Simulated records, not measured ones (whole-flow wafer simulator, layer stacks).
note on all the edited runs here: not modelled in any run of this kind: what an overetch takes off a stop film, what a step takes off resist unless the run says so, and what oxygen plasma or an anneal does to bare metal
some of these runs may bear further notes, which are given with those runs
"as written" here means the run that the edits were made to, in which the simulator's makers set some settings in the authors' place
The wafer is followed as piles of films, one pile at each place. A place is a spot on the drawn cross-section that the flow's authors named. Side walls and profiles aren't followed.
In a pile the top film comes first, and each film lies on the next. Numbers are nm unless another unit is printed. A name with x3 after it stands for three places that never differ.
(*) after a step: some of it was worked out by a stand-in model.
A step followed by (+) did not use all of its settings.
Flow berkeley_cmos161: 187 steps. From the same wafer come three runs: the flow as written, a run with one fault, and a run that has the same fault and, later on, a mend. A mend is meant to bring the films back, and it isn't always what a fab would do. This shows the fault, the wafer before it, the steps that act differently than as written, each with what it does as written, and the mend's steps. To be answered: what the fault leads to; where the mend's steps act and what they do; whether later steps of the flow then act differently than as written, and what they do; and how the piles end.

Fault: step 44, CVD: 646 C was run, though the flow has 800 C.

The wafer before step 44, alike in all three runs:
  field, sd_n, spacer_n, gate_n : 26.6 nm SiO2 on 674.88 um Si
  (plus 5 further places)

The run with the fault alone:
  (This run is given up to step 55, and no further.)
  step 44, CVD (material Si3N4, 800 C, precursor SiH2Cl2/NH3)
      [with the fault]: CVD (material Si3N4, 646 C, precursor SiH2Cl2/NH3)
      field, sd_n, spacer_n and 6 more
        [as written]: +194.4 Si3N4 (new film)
        [with the fault]: +11.2 Si3N4 (new film)
  Steps further on in the flow that do not act as written:
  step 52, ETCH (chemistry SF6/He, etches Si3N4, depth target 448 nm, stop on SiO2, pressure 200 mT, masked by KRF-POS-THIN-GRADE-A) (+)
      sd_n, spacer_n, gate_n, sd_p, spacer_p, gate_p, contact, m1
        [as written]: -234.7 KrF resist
        [with the fault]: -35.6 KrF resist
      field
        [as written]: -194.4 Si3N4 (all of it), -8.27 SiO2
        [with the fault]: -11.2 Si3N4 (all of it), -8.27 SiO2
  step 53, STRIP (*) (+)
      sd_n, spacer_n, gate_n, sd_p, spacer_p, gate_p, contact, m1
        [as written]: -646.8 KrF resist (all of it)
        [with the fault]: -845.9 KrF resist (all of it)
  After step 55, at sd_n, spacer_n, gate_n, sd_p, spacer_p, gate_p, contact, m1, the piles differ from the flow's by more than 2% or 0.5 nm, whichever is larger.
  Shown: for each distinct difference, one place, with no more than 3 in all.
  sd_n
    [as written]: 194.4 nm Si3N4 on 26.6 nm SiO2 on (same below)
    [with the fault]: 11.2 nm Si3N4 on 26.6 nm SiO2 on (same below)

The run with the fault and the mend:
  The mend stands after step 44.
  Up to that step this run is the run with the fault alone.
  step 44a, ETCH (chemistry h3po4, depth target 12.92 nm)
      field, sd_n, spacer_n and 6 more
        -11.2 Si3N4 (all of it)
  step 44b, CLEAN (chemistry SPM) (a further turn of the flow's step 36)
      does not change any film at any place that is followed
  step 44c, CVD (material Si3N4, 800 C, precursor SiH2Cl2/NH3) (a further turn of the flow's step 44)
      field, sd_n, spacer_n and 6 more
        +194.4 Si3N4 (new film)
  Later steps of the flow that are run all act as written at every place that is followed.
  The piles end the same as the flow's at every place that both follow.
